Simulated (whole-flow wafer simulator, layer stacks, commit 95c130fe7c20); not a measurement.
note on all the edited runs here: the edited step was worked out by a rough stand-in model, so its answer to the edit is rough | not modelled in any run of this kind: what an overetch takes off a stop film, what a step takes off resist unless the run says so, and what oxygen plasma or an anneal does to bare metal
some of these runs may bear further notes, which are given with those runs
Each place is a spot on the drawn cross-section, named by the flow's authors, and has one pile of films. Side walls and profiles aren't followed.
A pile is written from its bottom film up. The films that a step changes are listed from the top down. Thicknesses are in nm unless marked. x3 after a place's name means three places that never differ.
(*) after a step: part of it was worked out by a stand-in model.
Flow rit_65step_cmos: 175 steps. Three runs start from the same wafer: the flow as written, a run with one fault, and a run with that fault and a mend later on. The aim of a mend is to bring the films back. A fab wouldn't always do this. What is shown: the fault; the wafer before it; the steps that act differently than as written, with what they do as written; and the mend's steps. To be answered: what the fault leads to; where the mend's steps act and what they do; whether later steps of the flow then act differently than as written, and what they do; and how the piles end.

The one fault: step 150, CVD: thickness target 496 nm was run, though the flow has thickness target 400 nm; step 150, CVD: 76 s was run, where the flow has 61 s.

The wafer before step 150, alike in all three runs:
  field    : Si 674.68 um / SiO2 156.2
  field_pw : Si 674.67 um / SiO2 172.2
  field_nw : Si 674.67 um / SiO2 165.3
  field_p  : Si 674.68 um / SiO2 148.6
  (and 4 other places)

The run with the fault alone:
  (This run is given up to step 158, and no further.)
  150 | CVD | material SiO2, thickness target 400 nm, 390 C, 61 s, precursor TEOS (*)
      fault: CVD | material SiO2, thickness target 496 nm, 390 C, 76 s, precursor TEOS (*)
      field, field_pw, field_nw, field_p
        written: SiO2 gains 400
        fault: SiO2 gains 496
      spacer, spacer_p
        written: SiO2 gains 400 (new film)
        fault: SiO2 gains 496 (new film)
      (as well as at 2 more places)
  Later steps of the flow up to step 158 that are run all act as written at every place that is followed, up to a difference of at most 2% or 0.5 nm, whichever is larger.
  After step 158, at field, field_pw, field_nw, field_p, gate_n, gate_p, spacer, spacer_p, the piles differ from the flow's by more than 2% or 0.5 nm, whichever is larger.
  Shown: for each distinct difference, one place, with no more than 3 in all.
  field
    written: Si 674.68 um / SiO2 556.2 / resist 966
    fault: Si 674.68 um / SiO2 652.2 / resist 966.7
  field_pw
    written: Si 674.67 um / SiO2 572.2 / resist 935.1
    fault: Si 674.67 um / SiO2 668.2 / resist 935.5
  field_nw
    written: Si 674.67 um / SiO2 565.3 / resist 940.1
    fault: Si 674.67 um / SiO2 661.3 / resist 940.5

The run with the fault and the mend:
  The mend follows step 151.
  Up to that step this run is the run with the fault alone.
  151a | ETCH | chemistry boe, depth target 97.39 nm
      field, field_pw, field_nw, field_p, gate_n, gate_p, spacer, spacer_p
        SiO2 loses 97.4
  Later steps of the flow that are run all act as written at every place that is followed, up to a difference of at most 2% or 0.5 nm, whichever is larger.
  When the end is reached, the piles differ only a little from the flow's at the places that both follow, at most by 2% or 0.5 nm, whichever is larger.
